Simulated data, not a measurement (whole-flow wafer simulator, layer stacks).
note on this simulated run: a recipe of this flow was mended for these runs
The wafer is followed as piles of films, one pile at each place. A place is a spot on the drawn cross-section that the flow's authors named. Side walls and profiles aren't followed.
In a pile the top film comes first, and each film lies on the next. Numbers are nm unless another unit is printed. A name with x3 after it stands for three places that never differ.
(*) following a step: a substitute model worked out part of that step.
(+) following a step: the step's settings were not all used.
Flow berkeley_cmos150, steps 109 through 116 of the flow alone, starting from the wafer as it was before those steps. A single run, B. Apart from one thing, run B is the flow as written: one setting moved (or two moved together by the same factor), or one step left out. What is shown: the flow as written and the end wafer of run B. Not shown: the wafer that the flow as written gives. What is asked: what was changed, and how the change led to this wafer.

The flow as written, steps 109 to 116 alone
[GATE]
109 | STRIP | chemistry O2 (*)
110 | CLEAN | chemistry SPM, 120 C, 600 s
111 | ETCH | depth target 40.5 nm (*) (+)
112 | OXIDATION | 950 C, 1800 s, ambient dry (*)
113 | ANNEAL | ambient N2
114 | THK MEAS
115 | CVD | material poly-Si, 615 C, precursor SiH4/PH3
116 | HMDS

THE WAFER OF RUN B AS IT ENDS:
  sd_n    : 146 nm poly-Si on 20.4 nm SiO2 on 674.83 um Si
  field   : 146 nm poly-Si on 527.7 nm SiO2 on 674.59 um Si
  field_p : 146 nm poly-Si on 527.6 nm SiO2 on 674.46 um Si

What caused this: step 115, CVD: 592 C was run, though the flow has 615 C.

How this came from the change, step by step:
  115 | CVD | material poly-Si, 615 C, precursor SiH4/PH3
      field, field_p, sd_n, gate_n, sd_p x2, contact, m1: +146 poly-Si (new film) (in the flow as written it would be: +251.5 poly-Si (new film))
